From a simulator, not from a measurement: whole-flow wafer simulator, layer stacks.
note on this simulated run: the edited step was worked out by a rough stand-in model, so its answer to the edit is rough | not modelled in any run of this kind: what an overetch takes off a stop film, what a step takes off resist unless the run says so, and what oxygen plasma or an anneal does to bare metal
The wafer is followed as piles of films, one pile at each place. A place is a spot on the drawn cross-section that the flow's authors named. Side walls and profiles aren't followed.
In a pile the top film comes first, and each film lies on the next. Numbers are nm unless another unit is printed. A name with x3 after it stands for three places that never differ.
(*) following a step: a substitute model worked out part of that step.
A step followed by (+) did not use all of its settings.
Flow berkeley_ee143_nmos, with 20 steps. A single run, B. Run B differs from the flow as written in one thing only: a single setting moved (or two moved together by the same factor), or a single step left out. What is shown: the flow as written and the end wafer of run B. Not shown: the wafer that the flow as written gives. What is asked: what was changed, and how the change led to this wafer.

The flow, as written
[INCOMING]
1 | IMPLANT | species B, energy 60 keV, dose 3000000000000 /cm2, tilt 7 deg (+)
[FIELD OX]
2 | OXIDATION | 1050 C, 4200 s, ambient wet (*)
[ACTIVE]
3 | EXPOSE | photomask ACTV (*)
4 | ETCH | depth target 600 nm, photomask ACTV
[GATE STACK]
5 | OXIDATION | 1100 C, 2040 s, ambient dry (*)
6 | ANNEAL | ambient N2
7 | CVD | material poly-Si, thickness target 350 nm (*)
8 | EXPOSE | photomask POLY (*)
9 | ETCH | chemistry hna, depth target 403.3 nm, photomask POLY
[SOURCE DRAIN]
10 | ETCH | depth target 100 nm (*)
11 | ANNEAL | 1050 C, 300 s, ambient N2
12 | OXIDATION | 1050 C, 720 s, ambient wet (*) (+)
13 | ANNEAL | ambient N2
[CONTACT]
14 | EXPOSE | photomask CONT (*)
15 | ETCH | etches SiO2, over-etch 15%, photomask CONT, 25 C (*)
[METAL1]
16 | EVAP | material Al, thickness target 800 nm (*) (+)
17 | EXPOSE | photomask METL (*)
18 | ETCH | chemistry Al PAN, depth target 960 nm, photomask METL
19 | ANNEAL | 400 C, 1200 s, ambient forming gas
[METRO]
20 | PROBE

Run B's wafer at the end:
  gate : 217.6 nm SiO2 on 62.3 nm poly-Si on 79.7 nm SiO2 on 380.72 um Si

The reason: step 7, CVD: thickness target 158 nm was run, though the flow has thickness target 350 nm.

How this came from the change, step by step:
  7 | CVD | material poly-Si, thickness target 350 nm (*)
      gate, sd, contact, field: poly-Si gains 158 (new film) (it would be, as written: poly-Si gains 350 (new film))
  9 | ETCH | chemistry hna, depth target 403.3 nm, photomask POLY
      sd, contact, field: poly-Si loses 158 (all of it) (it would be, as written: poly-Si loses 350 (all of it))
